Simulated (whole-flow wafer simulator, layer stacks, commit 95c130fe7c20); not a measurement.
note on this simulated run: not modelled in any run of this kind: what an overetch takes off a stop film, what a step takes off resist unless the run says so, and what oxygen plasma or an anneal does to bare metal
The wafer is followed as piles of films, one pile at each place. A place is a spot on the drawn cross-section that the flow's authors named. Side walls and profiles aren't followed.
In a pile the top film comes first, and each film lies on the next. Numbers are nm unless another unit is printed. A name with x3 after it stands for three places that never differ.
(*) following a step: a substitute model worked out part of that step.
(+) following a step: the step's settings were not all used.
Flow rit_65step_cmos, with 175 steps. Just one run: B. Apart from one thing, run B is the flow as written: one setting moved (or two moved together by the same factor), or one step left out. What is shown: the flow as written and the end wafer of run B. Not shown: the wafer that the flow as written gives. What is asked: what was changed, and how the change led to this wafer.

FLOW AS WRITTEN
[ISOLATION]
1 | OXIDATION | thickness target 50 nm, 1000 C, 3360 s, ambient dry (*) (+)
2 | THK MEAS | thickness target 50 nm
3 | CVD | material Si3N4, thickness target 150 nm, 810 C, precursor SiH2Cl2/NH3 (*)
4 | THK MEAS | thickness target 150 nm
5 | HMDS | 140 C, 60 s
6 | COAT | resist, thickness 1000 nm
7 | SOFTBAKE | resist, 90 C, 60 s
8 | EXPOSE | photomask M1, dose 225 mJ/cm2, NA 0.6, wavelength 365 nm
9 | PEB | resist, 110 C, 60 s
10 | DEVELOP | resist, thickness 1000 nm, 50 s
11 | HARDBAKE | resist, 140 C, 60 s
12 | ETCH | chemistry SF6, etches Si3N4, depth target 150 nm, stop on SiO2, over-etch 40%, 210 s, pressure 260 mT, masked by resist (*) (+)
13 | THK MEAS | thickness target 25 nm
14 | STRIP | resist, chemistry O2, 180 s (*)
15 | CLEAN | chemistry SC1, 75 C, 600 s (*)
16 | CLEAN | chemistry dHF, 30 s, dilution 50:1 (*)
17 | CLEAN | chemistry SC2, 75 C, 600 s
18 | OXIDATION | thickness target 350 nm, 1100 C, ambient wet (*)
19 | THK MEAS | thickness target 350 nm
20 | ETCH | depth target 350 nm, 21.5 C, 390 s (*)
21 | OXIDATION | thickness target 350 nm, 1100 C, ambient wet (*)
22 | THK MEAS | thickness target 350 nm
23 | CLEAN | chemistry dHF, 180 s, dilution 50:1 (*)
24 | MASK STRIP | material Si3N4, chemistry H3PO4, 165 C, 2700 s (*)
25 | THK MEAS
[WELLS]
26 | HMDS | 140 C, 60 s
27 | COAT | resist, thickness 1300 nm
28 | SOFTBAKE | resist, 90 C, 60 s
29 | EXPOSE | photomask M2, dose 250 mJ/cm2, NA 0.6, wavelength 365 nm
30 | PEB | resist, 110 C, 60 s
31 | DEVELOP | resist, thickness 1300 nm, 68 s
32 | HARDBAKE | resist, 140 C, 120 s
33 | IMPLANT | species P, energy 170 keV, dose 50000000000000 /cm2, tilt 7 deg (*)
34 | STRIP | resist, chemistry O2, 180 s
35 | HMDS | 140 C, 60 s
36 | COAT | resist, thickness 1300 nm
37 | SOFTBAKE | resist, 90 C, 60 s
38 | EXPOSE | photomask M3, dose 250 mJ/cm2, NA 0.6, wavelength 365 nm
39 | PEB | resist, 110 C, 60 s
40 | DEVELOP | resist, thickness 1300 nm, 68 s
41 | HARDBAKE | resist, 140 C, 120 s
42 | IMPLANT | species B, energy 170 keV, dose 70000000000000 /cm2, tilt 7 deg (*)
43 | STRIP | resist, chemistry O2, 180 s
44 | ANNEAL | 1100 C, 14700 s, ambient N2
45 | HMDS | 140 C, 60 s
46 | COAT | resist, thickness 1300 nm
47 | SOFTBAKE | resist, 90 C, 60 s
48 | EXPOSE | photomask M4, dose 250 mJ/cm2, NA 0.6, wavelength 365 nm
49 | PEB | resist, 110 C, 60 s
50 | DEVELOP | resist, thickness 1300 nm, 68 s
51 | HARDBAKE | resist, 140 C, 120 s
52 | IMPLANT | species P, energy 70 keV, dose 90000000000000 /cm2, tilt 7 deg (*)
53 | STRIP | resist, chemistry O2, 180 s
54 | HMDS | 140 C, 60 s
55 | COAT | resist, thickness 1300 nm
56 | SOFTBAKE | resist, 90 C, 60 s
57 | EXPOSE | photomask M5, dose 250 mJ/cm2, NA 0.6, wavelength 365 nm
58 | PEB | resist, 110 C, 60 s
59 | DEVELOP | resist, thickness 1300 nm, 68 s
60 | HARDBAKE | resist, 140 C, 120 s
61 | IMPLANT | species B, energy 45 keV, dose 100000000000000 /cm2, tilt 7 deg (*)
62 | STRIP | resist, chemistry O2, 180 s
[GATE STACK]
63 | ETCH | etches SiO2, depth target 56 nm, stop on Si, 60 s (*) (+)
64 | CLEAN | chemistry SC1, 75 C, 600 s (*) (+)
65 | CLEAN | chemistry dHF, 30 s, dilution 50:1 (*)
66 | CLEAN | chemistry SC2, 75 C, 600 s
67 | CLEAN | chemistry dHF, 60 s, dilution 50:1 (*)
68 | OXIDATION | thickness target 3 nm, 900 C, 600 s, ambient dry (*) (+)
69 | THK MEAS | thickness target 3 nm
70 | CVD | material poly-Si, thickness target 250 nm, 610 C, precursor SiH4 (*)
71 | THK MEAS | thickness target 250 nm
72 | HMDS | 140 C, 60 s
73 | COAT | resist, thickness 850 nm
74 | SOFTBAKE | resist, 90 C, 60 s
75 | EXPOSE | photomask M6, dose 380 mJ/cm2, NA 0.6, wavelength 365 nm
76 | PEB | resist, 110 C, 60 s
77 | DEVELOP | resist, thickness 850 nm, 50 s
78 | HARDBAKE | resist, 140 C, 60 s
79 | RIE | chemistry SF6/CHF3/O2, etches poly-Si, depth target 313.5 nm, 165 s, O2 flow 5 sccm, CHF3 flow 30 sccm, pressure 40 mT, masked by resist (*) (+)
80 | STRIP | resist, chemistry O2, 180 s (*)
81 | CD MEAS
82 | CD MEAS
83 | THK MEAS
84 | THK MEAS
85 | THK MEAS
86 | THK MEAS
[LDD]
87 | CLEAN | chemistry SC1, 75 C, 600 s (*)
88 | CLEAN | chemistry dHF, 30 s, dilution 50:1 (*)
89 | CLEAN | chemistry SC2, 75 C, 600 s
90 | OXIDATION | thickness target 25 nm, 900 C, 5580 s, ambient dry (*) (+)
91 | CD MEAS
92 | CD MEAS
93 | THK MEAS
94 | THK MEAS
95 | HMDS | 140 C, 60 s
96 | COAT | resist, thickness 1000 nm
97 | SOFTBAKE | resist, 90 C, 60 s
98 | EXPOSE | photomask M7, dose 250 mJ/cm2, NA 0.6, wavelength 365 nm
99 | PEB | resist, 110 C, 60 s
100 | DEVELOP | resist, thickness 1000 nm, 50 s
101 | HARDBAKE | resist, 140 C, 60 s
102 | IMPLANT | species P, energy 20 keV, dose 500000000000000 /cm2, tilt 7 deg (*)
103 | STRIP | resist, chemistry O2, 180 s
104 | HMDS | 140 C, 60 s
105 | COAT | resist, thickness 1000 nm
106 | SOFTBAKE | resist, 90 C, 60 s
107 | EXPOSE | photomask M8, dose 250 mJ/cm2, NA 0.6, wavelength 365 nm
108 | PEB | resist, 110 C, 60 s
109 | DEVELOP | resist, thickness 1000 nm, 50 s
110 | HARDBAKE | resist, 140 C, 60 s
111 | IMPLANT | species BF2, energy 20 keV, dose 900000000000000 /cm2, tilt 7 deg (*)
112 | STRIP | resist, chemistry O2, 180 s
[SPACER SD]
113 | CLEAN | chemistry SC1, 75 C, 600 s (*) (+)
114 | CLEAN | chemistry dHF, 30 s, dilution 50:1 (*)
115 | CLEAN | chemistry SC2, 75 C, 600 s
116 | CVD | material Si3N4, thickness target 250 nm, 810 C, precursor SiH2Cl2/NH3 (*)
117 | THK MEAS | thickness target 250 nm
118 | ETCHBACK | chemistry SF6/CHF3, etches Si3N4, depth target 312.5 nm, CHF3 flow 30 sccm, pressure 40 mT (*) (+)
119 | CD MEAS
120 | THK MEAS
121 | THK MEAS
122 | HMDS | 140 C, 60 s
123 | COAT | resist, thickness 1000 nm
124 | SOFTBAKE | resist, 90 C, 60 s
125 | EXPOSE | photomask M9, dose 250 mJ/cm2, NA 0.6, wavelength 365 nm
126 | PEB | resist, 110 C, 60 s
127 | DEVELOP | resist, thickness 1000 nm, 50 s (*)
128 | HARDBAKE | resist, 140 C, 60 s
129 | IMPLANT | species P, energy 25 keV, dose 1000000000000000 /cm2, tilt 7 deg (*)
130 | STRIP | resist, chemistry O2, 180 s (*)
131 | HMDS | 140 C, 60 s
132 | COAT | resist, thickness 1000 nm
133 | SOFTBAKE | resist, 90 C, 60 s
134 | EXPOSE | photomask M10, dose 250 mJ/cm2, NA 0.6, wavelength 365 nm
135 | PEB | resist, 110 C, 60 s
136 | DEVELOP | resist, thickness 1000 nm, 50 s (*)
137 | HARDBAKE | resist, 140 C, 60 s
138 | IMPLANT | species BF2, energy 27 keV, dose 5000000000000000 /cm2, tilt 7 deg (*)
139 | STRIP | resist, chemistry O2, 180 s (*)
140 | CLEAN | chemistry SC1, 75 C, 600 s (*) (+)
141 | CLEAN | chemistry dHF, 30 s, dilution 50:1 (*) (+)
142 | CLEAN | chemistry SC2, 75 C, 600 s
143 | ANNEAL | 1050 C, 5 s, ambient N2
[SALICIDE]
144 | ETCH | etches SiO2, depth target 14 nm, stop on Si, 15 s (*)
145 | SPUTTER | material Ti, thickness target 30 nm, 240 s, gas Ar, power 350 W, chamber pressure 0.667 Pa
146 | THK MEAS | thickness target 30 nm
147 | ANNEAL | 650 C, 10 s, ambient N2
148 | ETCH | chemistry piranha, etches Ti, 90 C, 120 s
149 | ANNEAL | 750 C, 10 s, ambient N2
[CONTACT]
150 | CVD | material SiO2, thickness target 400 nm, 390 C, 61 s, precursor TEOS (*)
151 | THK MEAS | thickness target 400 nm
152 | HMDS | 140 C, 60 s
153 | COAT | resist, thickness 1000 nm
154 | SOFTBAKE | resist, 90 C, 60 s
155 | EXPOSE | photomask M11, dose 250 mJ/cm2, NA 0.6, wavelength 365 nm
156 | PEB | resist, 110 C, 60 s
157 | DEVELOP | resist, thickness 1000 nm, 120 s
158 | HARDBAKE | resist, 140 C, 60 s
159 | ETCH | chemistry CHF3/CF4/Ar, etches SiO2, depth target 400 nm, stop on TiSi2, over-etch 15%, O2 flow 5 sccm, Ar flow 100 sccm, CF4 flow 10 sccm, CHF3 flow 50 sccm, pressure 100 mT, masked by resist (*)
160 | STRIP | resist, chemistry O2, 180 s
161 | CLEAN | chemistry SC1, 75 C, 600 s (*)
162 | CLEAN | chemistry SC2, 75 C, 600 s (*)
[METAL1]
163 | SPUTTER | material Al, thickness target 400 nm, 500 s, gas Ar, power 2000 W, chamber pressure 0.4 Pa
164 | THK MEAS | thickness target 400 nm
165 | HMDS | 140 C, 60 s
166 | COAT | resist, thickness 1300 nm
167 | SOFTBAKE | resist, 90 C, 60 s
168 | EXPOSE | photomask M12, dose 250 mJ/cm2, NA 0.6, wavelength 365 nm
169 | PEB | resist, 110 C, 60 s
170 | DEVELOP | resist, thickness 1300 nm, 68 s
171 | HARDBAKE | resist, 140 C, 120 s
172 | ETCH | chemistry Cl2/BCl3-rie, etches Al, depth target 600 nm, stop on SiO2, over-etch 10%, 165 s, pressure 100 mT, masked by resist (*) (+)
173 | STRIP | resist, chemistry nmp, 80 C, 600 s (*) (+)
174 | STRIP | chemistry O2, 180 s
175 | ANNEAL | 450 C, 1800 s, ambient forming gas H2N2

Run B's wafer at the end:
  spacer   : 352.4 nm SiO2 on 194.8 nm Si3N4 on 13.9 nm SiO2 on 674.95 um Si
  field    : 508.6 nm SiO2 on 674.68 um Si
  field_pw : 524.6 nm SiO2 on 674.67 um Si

What caused this: step 163, SPUTTER: thickness target 312 nm was run, whereas the flow has thickness target 400 nm; step 163, SPUTTER: 390 s was run, where the flow has 500 s.

Step by step, how the change led to this:
  163 | SPUTTER | material Al, thickness target 400 nm, 500 s, gas Ar, power 2000 W, chamber pressure 0.4 Pa
      field, field_p, spacer, spacer_p: Al gains 312 (new film) (in the flow as written it would be: Al gains 400 (new film))
      gate_n, gate_p: Al gains 312 (new film) (in the flow as written it would be: Al gains 396 (new film))
      (as well as at 2 more places)
  172 | ETCH | chemistry Cl2/BCl3-rie, etches Al, depth target 600 nm, stop on SiO2, over-etch 10%, 165 s, pressure 100 mT, masked by resist (*) (+)
      field, field_p, spacer, spacer_p: Al loses 312 (all of it), SiO2 loses 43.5 (in the flow as written it would be: Al loses 400 (all of it), SiO2 loses 32.5)
      gate_n, gate_p: Al loses 312 (all of it), SiO2 loses 43.5 (in the flow as written it would be: Al loses 396 (all of it), SiO2 loses 33)
      (as well as at 2 more places)
